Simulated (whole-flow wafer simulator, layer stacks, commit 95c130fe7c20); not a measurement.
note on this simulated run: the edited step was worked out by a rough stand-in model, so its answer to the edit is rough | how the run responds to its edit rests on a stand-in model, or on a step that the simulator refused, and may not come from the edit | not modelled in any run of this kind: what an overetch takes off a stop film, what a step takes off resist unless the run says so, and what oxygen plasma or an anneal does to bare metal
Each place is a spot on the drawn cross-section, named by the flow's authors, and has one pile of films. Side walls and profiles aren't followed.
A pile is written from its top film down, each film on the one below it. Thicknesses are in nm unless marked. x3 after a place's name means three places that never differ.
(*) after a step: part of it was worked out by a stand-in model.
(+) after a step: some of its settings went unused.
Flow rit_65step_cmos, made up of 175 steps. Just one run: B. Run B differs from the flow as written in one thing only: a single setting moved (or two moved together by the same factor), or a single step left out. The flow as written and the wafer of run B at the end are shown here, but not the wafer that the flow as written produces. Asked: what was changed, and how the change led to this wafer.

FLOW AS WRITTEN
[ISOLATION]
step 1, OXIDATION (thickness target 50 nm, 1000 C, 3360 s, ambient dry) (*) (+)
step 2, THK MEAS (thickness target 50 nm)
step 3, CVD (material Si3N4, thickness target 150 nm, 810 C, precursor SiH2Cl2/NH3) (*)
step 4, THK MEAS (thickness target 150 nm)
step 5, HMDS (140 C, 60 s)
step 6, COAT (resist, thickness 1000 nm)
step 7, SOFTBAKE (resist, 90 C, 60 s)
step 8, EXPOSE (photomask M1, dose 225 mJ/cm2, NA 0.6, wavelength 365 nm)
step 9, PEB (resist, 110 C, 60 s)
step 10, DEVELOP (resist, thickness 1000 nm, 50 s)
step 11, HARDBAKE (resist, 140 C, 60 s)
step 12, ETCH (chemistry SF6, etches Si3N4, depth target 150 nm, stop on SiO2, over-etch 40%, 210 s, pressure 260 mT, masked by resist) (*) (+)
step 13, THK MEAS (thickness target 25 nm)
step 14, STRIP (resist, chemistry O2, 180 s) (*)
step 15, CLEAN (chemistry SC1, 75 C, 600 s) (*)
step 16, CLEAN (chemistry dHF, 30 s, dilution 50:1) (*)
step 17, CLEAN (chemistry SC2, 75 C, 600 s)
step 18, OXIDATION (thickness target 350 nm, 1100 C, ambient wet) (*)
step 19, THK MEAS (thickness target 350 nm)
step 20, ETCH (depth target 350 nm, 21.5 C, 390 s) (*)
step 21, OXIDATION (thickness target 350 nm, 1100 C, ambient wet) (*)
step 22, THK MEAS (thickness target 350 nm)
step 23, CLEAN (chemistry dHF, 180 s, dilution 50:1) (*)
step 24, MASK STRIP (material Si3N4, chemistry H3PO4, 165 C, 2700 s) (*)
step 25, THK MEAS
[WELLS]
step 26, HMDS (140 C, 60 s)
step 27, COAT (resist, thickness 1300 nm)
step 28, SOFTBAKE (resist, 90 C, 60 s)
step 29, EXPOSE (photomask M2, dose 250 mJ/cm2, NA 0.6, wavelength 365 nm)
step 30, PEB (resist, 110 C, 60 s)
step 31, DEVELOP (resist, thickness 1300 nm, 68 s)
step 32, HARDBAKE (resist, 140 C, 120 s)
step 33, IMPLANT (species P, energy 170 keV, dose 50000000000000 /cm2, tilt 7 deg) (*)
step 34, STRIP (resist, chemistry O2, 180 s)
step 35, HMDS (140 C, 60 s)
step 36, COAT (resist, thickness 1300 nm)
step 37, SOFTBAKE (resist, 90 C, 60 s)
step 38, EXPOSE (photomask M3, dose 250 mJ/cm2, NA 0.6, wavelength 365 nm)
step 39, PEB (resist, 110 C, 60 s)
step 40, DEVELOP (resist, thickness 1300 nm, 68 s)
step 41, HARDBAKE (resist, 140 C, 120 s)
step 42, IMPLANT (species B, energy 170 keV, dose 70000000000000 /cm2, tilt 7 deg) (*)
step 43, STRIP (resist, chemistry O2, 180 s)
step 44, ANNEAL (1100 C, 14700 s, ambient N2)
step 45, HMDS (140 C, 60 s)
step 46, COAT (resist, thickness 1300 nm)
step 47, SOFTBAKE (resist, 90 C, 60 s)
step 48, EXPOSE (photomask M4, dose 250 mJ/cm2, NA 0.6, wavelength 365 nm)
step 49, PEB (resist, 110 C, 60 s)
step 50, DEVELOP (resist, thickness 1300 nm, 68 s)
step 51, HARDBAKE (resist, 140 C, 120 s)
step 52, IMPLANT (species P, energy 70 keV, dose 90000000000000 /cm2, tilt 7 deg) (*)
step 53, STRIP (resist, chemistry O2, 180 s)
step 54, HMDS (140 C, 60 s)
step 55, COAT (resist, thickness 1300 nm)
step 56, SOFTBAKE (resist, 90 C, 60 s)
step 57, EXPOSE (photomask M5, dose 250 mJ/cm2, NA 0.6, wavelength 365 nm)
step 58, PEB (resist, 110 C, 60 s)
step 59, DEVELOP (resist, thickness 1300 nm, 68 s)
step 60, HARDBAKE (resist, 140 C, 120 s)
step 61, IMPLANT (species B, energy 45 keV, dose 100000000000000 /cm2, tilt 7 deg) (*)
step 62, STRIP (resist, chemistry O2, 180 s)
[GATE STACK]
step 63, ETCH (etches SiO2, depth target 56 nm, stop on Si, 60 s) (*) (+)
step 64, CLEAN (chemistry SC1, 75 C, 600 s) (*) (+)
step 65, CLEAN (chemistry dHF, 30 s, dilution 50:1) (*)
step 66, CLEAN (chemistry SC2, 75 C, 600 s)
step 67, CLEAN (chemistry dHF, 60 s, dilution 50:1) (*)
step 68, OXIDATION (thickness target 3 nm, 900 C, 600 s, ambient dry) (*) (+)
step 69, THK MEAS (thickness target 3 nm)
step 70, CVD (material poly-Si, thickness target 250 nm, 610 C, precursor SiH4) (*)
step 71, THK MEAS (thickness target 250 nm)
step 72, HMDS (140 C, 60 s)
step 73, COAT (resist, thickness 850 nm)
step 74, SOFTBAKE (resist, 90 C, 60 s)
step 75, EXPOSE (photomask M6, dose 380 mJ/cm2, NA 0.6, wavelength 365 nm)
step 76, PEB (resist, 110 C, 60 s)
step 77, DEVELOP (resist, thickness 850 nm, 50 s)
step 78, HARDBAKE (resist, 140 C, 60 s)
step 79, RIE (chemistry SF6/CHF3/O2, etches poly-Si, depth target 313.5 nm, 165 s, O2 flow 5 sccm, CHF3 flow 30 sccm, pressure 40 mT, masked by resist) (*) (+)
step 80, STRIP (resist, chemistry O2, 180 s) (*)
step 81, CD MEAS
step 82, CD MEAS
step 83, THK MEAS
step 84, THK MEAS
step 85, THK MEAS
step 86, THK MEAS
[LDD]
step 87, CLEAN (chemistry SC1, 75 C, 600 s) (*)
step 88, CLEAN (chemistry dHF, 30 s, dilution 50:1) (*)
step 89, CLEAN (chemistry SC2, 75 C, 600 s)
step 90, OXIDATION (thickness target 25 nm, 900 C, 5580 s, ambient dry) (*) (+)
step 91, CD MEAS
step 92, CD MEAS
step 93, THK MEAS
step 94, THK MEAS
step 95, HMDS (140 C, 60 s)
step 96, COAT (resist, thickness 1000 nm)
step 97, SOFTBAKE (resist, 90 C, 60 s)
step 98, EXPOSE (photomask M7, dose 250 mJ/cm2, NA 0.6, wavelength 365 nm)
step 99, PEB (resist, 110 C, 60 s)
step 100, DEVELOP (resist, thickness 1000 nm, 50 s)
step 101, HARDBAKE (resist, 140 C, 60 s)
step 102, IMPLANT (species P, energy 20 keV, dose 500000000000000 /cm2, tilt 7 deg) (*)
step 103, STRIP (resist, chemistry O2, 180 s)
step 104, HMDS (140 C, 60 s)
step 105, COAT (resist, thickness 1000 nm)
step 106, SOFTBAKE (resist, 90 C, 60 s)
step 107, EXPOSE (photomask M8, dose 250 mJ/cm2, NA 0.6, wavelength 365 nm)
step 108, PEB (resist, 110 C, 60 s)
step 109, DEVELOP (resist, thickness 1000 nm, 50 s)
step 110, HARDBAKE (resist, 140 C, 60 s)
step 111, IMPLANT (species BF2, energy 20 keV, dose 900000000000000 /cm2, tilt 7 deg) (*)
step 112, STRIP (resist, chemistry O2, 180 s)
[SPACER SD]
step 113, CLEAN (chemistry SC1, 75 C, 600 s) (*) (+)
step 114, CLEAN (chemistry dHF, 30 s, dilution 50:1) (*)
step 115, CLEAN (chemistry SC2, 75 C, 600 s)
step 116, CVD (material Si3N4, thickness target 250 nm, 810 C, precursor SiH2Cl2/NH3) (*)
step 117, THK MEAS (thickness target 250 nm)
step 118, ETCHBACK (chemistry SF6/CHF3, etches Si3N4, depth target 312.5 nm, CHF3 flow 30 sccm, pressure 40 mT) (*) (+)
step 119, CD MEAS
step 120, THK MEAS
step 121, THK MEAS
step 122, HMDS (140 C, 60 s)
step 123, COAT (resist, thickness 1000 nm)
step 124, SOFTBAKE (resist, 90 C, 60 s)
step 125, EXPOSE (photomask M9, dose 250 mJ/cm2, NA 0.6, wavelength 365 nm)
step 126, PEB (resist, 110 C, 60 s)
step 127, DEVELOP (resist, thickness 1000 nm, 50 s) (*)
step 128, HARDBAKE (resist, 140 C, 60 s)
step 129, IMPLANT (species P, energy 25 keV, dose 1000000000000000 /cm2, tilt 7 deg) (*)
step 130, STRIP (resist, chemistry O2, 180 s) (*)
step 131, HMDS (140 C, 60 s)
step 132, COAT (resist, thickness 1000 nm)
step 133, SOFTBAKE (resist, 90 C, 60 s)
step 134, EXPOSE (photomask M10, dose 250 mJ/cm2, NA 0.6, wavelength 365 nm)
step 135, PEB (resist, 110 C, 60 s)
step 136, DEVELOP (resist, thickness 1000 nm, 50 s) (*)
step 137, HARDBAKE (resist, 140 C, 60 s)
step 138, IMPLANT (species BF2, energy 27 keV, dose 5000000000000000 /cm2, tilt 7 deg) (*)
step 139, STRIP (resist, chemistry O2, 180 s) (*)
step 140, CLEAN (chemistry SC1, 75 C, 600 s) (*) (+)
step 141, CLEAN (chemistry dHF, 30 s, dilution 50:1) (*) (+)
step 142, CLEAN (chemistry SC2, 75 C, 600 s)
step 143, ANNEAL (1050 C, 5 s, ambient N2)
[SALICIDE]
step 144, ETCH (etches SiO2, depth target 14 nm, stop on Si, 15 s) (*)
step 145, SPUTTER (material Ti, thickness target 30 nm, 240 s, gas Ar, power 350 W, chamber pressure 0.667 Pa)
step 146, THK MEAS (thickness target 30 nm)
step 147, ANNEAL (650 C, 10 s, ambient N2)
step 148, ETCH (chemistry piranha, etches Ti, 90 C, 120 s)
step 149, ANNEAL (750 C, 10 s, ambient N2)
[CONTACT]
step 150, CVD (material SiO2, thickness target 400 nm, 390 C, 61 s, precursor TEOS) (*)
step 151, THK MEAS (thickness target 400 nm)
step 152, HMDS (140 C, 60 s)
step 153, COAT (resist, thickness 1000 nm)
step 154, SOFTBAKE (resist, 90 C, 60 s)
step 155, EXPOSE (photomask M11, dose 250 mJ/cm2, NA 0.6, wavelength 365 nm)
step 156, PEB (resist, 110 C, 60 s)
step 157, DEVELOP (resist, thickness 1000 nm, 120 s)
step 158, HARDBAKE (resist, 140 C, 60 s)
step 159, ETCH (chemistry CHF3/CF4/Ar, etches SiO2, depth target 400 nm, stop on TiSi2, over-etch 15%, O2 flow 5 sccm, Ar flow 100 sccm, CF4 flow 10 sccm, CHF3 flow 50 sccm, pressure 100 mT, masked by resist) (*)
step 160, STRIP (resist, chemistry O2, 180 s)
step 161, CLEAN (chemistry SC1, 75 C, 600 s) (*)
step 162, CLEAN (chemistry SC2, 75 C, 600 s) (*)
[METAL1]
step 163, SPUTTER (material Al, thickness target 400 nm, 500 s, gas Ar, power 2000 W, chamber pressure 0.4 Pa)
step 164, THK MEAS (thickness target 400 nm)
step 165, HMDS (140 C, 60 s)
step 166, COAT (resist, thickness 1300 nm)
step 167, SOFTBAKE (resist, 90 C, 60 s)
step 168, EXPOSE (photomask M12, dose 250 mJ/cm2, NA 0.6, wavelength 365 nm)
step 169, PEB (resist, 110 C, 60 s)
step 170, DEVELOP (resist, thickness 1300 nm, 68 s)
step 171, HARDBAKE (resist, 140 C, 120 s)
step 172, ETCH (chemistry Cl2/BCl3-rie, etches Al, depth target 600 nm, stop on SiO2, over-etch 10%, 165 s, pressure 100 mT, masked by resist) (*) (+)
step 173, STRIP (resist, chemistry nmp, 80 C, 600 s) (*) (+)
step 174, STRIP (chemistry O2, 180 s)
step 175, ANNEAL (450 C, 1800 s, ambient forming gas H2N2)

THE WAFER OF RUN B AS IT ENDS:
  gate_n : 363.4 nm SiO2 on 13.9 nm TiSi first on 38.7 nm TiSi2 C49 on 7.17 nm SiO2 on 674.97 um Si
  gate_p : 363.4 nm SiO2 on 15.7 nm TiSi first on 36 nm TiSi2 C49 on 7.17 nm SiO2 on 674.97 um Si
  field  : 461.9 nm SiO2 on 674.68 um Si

Cause: step 116, CVD: thickness target 175 nm was run, though the flow has thickness target 250 nm.

Step by step, how the change led to this:
  step 116, CVD (material Si3N4, thickness target 250 nm, 810 C, precursor SiH2Cl2/NH3) (*)
      field, field_pw, field_nw and 11 more: +175 Si3N4 (new film) (as written it would have been: +250 Si3N4 (new film))
  step 118, ETCHBACK (chemistry SF6/CHF3, etches Si3N4, depth target 312.5 nm, CHF3 flow 30 sccm, pressure 40 mT) (*) (+)
      field, field_pw, field_nw, field_p: -175 Si3N4 (all of it), -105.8 SiO2 (as written it would have been: -250 Si3N4 (all of it), -48.1 SiO2)
      gate_n: -175 Si3N4 (all of it), -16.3 SiO2 (all of it), -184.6 poly-Si (as written it would have been: -250 Si3N4 (all of it), -16.3 SiO2 (all of it), -65.5 poly-Si)
      (as well as at 1 more place)
  step 123, COAT (resist, thickness 1000 nm)
      field: +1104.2 resist (new film) (as written it would have been: +1066.4 resist (new film))
      field_pw: +1071.7 resist (new film) (as written it would have been: +1044.8 resist (new film))
      (as well as at 4 more places)
  step 126, PEB (resist, 110 C, 60 s)
      gate_n, gate_p: -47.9 resist (as written it would have been: -43.1 resist)
      field: -57.6 resist (as written it would have been: -55.6 resist)
      (as well as at 3 more places)
  step 127, DEVELOP (resist, thickness 1000 nm, 50 s) (*)
      field: -1046.6 resist (all of it) (as written it would have been: -1010.9 resist (all of it))
      gate_n: -876.4 resist (all of it) (as written it would have been: -791.9 resist (all of it))
  step 128, HARDBAKE (resist, 140 C, 60 s)
      field_pw: -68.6 resist (as written it would have been: -66.4 resist)
      field_nw: -69 resist (as written it would have been: -67.1 resist)
      (as well as at 2 more places)
  step 130, STRIP (resist, chemistry O2, 180 s) (*)
      field_pw: -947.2 resist (all of it) (as written it would have been: -924.1 resist (all of it))
      field_nw: -952.1 resist (all of it) (as written it would have been: -928.7 resist (all of it))
      (as well as at 2 more places)
  step 132, COAT (resist, thickness 1000 nm)
      field: +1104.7 resist (new film) (as written it would have been: +1067 resist (new film))
      field_pw: +1072 resist (new film) (as written it would have been: +1045.2 resist (new film))
      (as well as at 4 more places)
  step 135, PEB (resist, 110 C, 60 s)
      gate_n, gate_p: -47.9 resist (as written it would have been: -43.1 resist)
      field: -57.7 resist (as written it would have been: -55.6 resist)
      (as well as at 3 more places)
  step 136, DEVELOP (resist, thickness 1000 nm, 50 s) (*)
      field_p: -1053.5 resist (all of it) (as written it would have been: -1018 resist (all of it))
      gate_p: -877.4 resist (all of it) (as written it would have been: -792.8 resist (all of it))
  step 137, HARDBAKE (resist, 140 C, 60 s)
      field: -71 resist (as written it would have been: -68.3 resist)
      field_pw: -68.6 resist (as written it would have been: -66.4 resist)
      (as well as at 2 more places)
  step 139, STRIP (resist, chemistry O2, 180 s) (*)
      gate_n: -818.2 resist (all of it), +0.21 chemical SiO2 (as written it would have been: -740 resist (all of it), +0.21 chemical SiO2, -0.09 poly-Si)
      field: -976.1 resist (all of it) (as written it would have been: -943.1 resist (all of it))
      (as well as at 2 more places)
  step 145, SPUTTER (material Ti, thickness target 30 nm, 240 s, gas Ar, power 350 W, chamber pressure 0.667 Pa)
      gate_n: +30 Ti (new film) (as written it would have been: +27.3 Ti (new film))
      gate_p: +30 Ti (new film) (as written it would have been: +27.2 Ti (new film))
  step 147, ANNEAL (650 C, 10 s, ambient N2)
      gate_p: -23.4 Ti, +15.8 TiSi first (new film), +36 TiSi2 C49 (new film), -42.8 poly-Si (all of it) (as written it would have been: -21.2 Ti, +9.56 TiSi first (new film), +39.6 TiSi2 C49 (new film), -41.9 poly-Si)
      gate_n: -23.4 Ti, +15.7 TiSi first (new film), +36.2 TiSi2 C49 (new film), -42.9 poly-Si (as written it would have been: -21.3 Ti, +9.82 TiSi first (new film), +39.5 TiSi2 C49 (new film), -41.9 poly-Si)
  step 148, ETCH (chemistry piranha, etches Ti, 90 C, 120 s)
      gate_n: -6.6 Ti (all of it), -0.1 TiSi first (as written it would have been: -6 Ti (all of it), -0.1 TiSi first)
      gate_p: -6.6 Ti (all of it), -0.1 TiSi first (as written it would have been: -5.97 Ti (all of it), -0.1 TiSi first)
  step 149, ANNEAL (750 C, 10 s, ambient N2)
      gate_n: -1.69 TiSi first, +2.51 TiSi2 C49, -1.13 poly-Si (all of it) (as written it would have been: +50.8 TiSi2 (new film), -9.72 TiSi first (all of it), -39.5 TiSi2 C49 (all of it), -6.48 poly-Si)
      gate_p: nothing (as written it would have been: +50.6 TiSi2 (new film), -9.46 TiSi first (all of it), -39.6 TiSi2 C49 (all of it), -6.31 poly-Si)
  ... 7 other steps ...
  step 170, DEVELOP (resist, thickness 1300 nm, 68 s)
      field: -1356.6 resist (all of it) (as written it would have been: -1316.6 resist (all of it))
      field_pw: -1312.6 resist (all of it) (as written it would have been: -1285.5 resist (all of it))
      (as well as at 3 more places)
